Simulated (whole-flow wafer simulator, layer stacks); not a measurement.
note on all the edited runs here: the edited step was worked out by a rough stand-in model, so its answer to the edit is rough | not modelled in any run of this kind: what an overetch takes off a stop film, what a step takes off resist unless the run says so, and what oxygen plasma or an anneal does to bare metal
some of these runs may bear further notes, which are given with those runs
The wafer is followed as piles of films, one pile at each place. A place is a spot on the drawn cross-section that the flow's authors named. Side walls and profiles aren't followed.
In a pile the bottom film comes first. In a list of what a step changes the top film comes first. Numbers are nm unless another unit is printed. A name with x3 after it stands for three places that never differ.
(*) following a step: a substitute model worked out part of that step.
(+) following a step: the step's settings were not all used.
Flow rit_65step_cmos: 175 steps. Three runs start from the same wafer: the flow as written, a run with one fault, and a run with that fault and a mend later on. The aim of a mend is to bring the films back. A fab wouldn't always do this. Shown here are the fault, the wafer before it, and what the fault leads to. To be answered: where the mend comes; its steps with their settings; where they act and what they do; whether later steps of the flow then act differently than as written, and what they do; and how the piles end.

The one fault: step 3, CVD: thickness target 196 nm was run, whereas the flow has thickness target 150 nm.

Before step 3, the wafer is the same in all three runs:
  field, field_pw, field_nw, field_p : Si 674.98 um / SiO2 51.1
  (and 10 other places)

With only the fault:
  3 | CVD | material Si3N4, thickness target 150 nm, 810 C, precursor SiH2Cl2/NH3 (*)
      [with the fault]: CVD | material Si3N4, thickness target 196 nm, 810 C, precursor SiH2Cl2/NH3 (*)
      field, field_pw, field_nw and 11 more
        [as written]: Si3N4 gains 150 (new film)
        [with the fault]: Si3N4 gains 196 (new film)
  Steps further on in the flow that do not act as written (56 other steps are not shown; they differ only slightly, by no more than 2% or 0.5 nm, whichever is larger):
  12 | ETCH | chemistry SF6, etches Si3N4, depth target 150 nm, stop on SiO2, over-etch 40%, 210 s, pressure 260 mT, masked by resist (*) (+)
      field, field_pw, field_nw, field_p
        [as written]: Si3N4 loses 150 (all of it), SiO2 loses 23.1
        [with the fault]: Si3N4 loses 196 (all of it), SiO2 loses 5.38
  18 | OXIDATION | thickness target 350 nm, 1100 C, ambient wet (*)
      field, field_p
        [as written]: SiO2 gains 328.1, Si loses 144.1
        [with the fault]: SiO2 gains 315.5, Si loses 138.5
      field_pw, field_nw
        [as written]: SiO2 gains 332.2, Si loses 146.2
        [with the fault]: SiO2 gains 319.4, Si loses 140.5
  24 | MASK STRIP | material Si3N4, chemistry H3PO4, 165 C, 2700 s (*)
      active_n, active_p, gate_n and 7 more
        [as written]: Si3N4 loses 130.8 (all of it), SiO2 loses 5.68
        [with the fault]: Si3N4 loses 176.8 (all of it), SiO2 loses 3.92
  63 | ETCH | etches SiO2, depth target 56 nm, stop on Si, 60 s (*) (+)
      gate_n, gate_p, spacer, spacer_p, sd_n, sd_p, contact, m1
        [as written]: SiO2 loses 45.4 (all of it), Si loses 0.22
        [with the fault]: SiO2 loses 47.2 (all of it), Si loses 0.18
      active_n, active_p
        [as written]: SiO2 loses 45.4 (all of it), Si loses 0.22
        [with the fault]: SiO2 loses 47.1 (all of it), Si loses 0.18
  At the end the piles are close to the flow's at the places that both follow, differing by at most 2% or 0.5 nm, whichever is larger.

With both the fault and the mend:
  The mend stands after step 4.
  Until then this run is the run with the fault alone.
  4a | ETCHBACK | chemistry SF6/CHF3, etches Si3N4, depth target 46 nm, CHF3 flow 30 sccm, pressure 40 mT (*) (+)
      field, field_pw, field_nw and 11 more
        Si3N4 loses 46
  Later steps of the flow that are run all act as written at every place that is followed.
  The piles end the same as the flow's at every place that both follow.
